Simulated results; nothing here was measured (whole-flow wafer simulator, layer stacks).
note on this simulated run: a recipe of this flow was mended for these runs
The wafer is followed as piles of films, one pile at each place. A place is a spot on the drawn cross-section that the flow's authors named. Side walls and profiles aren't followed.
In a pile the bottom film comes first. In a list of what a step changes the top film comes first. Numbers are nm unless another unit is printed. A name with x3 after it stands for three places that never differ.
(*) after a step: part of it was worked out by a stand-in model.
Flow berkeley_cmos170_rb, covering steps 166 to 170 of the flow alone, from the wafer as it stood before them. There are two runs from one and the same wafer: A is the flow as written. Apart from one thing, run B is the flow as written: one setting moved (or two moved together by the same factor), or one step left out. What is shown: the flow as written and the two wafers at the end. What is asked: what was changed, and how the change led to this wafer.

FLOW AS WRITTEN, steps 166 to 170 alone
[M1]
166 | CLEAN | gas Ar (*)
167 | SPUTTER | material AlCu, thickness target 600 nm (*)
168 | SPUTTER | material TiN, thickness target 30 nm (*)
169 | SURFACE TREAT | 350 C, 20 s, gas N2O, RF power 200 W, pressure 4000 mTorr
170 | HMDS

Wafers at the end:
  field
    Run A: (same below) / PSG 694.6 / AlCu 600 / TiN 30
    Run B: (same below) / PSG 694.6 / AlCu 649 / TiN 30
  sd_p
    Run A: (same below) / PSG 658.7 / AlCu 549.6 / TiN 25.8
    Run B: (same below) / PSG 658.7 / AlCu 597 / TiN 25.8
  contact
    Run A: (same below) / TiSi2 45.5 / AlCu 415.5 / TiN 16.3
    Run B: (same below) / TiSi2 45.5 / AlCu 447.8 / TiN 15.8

The reason: step 167, SPUTTER: thickness target 649 nm was run, though the flow has thickness target 600 nm.
The wafer lets one read it off: field has AlCu 649, and step 167 as written asks for 600 nm.

The path from the change to this, step by step:
  167 | SPUTTER | material AlCu, thickness target 600 nm (*)
      field, sd_n, spacer_n, gate, spacer_p, gate_p, m1: A AlCu gains 600 (new film) | B AlCu gains 649 (new film)
      sd_p: A AlCu gains 549.6 (new film) | B AlCu gains 597 (new film)
      (as well as at 1 more place)
